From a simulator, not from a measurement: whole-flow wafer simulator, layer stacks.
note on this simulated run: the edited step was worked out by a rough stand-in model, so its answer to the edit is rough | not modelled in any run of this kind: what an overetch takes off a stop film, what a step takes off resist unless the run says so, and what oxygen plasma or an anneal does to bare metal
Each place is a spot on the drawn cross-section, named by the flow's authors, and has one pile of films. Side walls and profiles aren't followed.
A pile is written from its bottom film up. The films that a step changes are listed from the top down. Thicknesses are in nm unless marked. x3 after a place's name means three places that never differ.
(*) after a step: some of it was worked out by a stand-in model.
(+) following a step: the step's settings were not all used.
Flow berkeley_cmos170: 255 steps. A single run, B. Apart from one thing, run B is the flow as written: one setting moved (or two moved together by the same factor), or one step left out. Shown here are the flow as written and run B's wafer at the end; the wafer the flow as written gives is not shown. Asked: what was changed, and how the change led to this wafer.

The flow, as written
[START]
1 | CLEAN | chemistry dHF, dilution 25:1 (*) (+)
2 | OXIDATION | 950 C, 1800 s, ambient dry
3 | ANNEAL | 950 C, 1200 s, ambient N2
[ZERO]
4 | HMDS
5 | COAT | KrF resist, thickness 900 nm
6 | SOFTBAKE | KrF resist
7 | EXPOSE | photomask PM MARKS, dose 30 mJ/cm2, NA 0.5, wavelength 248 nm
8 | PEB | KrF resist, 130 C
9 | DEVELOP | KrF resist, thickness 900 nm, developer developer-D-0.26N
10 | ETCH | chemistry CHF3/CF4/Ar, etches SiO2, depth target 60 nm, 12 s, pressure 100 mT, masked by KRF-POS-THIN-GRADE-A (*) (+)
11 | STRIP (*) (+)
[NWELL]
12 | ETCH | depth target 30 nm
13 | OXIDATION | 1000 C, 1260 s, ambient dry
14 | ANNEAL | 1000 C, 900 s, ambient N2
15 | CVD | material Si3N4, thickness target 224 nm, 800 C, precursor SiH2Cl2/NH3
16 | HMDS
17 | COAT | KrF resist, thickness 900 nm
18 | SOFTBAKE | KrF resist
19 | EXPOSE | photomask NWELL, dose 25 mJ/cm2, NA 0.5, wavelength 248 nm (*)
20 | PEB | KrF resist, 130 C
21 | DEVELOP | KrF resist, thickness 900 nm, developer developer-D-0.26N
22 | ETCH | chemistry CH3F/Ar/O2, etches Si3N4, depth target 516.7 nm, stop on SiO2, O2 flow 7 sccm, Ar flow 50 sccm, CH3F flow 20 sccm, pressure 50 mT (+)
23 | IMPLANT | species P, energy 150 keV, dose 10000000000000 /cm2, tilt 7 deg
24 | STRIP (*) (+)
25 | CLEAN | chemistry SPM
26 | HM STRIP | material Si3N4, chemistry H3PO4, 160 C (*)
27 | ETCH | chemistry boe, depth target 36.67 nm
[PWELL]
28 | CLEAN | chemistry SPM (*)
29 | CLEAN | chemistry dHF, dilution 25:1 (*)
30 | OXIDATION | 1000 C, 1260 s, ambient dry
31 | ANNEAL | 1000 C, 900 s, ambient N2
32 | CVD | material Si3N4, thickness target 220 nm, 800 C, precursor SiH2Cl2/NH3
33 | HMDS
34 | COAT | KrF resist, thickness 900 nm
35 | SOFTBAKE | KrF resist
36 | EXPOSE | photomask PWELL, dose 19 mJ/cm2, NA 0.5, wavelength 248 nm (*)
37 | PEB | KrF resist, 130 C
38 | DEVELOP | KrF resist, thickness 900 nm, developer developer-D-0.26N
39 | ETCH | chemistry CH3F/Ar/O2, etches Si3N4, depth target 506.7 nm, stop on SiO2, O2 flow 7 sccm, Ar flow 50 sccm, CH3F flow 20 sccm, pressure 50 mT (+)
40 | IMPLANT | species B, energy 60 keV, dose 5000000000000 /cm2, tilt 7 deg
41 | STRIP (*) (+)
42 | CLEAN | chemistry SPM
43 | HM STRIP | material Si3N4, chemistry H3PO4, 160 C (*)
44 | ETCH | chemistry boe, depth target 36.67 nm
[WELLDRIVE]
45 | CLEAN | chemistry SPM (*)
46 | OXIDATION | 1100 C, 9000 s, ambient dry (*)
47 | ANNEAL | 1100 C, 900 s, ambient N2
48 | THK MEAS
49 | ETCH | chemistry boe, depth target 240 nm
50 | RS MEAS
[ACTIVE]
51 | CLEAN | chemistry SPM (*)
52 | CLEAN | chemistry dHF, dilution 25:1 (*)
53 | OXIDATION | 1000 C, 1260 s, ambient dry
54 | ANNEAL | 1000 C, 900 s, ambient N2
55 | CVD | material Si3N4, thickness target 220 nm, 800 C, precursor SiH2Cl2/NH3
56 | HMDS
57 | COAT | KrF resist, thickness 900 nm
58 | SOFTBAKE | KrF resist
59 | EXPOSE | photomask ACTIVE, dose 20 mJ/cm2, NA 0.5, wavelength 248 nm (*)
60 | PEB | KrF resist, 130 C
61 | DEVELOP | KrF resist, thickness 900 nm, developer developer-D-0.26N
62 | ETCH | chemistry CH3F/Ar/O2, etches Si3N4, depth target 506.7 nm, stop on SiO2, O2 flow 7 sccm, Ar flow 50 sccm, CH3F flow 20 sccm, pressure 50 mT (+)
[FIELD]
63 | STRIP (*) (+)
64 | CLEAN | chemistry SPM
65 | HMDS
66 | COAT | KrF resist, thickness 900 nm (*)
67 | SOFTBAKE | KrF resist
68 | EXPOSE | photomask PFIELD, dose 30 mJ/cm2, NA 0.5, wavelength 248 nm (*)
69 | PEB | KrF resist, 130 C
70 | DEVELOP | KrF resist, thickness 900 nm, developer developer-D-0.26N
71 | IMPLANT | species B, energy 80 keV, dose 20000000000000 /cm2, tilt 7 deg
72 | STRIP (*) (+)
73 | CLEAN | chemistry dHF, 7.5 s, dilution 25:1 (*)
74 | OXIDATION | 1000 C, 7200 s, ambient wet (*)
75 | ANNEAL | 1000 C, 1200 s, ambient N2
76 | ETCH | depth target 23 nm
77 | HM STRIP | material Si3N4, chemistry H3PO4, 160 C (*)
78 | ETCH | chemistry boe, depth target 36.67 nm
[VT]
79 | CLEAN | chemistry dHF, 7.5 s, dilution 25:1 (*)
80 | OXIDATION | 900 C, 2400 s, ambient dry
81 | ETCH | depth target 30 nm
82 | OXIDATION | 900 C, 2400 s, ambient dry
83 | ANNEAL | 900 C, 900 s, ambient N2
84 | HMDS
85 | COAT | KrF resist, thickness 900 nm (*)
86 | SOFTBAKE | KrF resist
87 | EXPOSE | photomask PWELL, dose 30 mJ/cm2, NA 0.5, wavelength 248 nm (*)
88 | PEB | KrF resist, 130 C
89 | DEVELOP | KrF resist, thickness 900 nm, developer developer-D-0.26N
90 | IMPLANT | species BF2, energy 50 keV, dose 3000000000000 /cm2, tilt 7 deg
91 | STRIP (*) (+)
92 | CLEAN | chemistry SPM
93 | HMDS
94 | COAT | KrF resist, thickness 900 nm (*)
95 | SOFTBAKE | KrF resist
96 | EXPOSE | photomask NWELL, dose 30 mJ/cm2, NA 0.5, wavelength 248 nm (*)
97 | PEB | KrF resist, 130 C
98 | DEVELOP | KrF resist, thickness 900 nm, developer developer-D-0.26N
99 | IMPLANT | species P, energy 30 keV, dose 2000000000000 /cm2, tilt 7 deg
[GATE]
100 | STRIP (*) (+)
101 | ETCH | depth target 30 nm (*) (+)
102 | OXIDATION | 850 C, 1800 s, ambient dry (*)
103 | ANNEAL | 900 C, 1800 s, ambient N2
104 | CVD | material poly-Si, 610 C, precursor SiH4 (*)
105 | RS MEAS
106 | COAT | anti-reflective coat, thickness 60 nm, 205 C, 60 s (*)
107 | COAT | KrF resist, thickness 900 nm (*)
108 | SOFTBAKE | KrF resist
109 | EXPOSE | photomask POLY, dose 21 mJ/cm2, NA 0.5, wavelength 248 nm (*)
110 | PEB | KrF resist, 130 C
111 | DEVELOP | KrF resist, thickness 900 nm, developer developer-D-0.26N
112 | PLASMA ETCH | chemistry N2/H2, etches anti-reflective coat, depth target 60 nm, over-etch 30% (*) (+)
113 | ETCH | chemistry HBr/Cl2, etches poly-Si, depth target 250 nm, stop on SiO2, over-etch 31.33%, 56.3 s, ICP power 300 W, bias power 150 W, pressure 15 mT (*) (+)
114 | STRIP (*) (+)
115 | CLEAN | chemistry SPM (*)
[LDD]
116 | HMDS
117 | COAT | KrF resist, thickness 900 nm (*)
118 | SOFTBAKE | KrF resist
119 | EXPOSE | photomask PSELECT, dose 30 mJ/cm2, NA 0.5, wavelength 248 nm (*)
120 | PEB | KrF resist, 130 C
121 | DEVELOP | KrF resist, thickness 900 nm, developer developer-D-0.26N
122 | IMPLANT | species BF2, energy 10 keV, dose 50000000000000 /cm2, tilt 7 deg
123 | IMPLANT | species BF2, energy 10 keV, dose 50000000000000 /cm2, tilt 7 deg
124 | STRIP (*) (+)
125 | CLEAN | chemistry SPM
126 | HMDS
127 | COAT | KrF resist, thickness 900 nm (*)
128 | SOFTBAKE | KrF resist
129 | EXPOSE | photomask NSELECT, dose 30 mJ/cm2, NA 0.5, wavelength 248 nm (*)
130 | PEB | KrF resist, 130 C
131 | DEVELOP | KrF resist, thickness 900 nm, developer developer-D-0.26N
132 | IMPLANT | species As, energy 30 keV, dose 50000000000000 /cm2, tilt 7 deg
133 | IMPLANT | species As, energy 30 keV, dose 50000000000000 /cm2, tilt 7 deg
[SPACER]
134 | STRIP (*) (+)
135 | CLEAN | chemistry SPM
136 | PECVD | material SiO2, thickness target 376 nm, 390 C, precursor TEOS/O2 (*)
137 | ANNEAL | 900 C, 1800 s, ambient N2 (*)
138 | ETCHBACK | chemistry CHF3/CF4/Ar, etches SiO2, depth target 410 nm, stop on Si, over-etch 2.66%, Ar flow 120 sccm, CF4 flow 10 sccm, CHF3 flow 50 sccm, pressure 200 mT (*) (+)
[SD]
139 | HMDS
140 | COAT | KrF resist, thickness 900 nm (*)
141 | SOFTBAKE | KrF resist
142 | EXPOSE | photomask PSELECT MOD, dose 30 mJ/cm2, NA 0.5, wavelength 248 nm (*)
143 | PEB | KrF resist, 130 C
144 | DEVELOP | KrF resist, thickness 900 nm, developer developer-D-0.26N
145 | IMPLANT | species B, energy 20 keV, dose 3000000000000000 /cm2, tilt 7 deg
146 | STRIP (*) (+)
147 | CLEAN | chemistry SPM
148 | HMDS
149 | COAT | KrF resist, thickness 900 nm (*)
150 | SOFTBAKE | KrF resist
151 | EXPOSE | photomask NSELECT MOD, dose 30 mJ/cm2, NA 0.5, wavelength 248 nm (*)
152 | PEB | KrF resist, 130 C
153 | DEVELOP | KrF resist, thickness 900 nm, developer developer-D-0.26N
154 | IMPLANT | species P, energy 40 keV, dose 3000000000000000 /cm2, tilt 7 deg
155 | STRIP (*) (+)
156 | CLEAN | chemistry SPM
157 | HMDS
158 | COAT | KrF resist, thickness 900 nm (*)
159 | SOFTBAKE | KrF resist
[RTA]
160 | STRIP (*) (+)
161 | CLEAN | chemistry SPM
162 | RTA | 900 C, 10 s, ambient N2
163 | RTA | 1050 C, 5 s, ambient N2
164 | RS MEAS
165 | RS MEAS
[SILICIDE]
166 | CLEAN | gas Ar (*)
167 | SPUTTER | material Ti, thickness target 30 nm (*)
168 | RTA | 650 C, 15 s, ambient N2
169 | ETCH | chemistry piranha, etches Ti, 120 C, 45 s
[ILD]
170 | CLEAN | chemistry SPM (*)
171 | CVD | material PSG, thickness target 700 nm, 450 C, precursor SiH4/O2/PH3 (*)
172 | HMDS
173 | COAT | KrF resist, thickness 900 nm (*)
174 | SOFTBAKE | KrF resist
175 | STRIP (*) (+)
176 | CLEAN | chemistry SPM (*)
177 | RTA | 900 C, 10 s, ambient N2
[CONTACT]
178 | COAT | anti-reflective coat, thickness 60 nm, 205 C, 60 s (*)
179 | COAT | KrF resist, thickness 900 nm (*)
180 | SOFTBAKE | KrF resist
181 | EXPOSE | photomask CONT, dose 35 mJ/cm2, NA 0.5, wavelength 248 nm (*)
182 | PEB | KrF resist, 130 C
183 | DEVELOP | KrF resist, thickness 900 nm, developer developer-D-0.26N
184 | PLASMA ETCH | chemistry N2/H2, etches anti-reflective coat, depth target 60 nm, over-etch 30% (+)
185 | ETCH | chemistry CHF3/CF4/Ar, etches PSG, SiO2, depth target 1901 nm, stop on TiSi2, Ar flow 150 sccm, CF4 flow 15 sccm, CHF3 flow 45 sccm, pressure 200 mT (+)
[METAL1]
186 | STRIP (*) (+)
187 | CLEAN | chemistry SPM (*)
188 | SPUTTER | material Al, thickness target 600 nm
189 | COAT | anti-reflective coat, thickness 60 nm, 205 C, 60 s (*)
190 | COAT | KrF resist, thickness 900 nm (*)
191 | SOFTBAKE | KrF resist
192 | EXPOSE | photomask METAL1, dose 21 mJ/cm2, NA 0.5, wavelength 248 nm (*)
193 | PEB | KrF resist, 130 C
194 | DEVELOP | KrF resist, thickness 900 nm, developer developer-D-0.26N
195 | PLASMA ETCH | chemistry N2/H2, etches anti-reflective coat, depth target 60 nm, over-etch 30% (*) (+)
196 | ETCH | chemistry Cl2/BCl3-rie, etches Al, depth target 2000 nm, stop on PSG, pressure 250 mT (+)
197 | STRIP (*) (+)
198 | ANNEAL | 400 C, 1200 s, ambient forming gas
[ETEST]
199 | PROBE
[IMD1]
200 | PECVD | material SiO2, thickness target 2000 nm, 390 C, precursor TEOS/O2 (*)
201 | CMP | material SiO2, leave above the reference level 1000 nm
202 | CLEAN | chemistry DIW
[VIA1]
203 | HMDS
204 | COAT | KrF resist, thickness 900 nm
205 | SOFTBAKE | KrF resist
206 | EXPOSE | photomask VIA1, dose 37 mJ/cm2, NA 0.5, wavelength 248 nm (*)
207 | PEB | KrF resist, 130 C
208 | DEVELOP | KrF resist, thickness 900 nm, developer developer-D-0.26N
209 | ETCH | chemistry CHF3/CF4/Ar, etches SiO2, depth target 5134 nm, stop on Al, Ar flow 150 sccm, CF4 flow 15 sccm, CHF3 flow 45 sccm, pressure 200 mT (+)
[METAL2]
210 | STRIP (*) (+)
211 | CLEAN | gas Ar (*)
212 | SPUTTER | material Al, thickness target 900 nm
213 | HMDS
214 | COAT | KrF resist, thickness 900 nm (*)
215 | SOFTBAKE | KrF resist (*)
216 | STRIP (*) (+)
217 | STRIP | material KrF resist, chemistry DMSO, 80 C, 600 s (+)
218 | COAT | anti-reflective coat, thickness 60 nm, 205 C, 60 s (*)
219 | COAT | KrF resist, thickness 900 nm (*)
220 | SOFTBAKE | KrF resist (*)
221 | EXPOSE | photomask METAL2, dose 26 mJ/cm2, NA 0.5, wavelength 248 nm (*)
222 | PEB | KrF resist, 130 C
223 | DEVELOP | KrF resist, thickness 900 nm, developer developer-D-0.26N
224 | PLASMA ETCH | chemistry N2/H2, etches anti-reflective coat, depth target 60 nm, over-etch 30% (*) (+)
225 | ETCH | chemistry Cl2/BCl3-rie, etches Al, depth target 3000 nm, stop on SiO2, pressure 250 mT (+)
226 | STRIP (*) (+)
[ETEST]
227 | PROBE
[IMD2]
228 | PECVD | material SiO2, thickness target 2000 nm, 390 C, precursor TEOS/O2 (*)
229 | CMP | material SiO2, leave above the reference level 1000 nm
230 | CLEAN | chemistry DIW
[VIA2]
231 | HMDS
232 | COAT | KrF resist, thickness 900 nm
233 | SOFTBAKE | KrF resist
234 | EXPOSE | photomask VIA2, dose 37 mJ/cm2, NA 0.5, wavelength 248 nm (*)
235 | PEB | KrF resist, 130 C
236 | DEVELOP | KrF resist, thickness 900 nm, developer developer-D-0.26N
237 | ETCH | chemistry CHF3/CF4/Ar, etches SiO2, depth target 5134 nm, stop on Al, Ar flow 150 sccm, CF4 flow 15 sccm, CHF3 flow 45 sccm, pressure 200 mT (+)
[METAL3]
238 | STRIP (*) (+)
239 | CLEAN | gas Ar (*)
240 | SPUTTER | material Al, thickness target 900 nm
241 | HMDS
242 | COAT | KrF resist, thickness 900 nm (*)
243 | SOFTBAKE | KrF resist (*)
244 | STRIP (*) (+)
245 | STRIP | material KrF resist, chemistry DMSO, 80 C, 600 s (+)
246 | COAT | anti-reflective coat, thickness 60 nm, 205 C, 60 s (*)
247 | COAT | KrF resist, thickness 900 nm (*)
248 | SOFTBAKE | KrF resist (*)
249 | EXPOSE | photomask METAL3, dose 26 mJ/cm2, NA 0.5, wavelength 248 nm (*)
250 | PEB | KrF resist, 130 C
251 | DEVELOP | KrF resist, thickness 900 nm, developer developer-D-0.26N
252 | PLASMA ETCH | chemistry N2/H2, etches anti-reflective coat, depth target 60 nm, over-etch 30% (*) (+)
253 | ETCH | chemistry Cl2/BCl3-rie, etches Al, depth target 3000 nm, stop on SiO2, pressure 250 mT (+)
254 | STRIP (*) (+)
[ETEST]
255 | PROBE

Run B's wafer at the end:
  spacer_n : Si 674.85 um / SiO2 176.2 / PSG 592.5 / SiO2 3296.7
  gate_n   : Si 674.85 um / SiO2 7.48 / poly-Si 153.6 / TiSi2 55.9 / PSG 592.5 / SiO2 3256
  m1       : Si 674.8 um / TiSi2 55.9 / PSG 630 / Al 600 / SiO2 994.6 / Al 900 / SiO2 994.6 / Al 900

The reason: step 171, CVD: thickness target 630 nm was run, whereas the flow has thickness target 700 nm.
The wafer itself shows it: m1 has PSG 630, and step 171 as written asks for 700 nm.

The path from the change to this, step by step:
  171 | CVD | material PSG, thickness target 700 nm, 450 C, precursor SiH4/O2/PH3 (*)
      field, sd_n, spacer_n and 9 more: PSG gains 630 (new film) (in the flow as written it would be: PSG gains 700 (new film))
  185 | ETCH | chemistry CHF3/CF4/Ar, etches PSG, SiO2, depth target 1901 nm, stop on TiSi2, Ar flow 150 sccm, CF4 flow 15 sccm, CHF3 flow 45 sccm, pressure 200 mT (+)
      field, sd_n, spacer_n and 8 more: KrF resist loses 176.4 (in the flow as written it would be: KrF resist loses 193.9)
      contact: PSG loses 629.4 (all of it), TiSi2 loses 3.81 (in the flow as written it would be: PSG loses 699.4 (all of it), TiSi2 loses 3.81)
  186 | STRIP (*) (+)
      field: KrF resist loses 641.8 (all of it), anti-reflective coat loses 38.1 (all of it) (in the flow as written it would be: KrF resist loses 623.9 (all of it), anti-reflective coat loses 38.6 (all of it))
      sd_n: KrF resist loses 661.9 (all of it), anti-reflective coat loses 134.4 (all of it) (in the flow as written it would be: KrF resist loses 643.8 (all of it), anti-reflective coat loses 135.1 (all of it))
      (also at 9 further places)
  188 | SPUTTER | material Al, thickness target 600 nm
      contact: Al gains 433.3 (new film) (in the flow as written it would be: Al gains 415.7 (new film))
  189 | COAT | anti-reflective coat, thickness 60 nm, 205 C, 60 s (*)
      sd_n: anti-reflective coat gains 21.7 (new film) (in the flow as written it would be: anti-reflective coat gains 17.7 (new film))
      contact: anti-reflective coat gains 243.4 (new film) (in the flow as written it would be: anti-reflective coat gains 261.9 (new film))
  190 | COAT | KrF resist, thickness 900 nm (*)
      contact: KrF resist gains 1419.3 (new film) (in the flow as written it would be: KrF resist gains 1495.4 (new film))
  195 | PLASMA ETCH | chemistry N2/H2, etches anti-reflective coat, depth target 60 nm, over-etch 30% (*) (+)
      sd_n: anti-reflective coat loses 21.7 (all of it) (in the flow as written it would be: anti-reflective coat loses 17.7 (all of it))
  197 | STRIP (*) (+)
      contact: KrF resist loses 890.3 (all of it), anti-reflective coat loses 243.4 (all of it) (in the flow as written it would be: KrF resist loses 966.1 (all of it), anti-reflective coat loses 261.9 (all of it))
  201 | CMP | material SiO2, leave above the reference level 1000 nm
      contact: SiO2 loses 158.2 (in the flow as written it would be: SiO2 loses 61.1)
